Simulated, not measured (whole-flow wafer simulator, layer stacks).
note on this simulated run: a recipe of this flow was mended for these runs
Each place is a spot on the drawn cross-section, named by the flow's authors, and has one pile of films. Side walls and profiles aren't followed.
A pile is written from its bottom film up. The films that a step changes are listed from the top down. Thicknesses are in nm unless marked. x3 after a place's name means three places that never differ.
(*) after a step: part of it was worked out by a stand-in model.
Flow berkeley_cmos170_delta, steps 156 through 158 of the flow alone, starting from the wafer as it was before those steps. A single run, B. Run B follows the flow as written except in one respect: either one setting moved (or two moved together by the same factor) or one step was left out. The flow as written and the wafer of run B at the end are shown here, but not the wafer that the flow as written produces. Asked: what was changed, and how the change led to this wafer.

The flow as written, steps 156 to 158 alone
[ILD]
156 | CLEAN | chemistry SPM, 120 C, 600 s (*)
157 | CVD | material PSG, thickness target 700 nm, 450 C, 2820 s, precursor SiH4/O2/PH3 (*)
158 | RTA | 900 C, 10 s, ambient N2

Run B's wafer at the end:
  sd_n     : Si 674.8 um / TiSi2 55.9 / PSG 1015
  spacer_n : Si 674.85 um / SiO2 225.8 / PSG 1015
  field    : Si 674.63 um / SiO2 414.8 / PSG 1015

The reason: step 157, CVD: thickness target 1015 nm was run, while the flow as written has thickness target 700 nm; step 157, CVD: 4089 s was run, where the flow has 2820 s.
One can read it off the wafer: sd_n has PSG 1015, and step 157 as written asks for 700 nm.

How this came from the change, step by step:
  157 | CVD | material PSG, thickness target 700 nm, 450 C, 2820 s, precursor SiH4/O2/PH3 (*)
      field, sd_n, spacer_n, gate, spacer_p, gate_p, contact x2: PSG gains 1015 (new film) (as written it would have been: PSG gains 700 (new film))
      sd_p: PSG gains 1015 (new film) (as written it would have been: PSG gains 659.7 (new film))
